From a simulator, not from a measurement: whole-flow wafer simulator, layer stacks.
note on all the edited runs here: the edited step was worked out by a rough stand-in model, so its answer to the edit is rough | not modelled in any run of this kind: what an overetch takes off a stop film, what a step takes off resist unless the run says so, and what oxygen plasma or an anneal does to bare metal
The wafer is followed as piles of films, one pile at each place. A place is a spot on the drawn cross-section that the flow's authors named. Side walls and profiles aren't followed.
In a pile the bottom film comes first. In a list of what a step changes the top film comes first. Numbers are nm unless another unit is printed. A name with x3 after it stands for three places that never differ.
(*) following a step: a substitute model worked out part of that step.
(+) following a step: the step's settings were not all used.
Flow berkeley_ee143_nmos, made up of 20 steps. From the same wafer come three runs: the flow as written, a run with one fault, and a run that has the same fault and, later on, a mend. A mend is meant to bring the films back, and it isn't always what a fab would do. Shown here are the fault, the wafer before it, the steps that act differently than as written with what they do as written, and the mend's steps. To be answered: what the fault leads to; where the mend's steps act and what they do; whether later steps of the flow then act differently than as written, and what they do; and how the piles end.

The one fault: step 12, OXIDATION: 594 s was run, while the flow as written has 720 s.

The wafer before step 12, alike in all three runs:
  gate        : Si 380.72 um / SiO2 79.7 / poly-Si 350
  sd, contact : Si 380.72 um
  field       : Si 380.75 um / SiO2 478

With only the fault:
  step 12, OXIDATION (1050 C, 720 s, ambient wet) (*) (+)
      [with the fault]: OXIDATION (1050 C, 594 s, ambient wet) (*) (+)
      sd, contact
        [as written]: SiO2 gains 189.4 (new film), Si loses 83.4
        [with the fault]: SiO2 gains 164.9 (new film), Si loses 72.5
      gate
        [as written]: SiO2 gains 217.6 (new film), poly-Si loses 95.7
        [with the fault]: SiO2 gains 191.5 (new film), poly-Si loses 84.3
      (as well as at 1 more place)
  Steps later in the flow that act otherwise than as written:
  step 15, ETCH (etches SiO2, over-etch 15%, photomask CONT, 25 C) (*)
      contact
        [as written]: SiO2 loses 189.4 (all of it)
        [with the fault]: SiO2 loses 164.9 (all of it)
  By the end, the piles at gate, sd, field depart from the flow's by more than 2% or 0.5 nm, whichever is larger.
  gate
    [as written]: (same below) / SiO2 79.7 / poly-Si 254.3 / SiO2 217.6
    [with the fault]: (same below) / SiO2 79.7 / poly-Si 265.7 / SiO2 191.5
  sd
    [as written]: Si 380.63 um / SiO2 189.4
    [with the fault]: Si 380.64 um / SiO2 164.9
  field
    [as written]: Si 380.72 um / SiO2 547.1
    [with the fault]: Si 380.72 um / SiO2 535.5

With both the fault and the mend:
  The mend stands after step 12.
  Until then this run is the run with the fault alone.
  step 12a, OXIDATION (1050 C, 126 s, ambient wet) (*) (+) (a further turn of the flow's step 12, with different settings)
      sd, contact
        SiO2 gains 24.6, Si loses 10.8
      gate
        SiO2 gains 26.1, poly-Si loses 11.5
      field
        SiO2 gains 11.6, Si loses 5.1
  Every later step of the flow that is run acts as written at every place that is followed.
  By the end, the piles equal the flow's at every place that both follow.
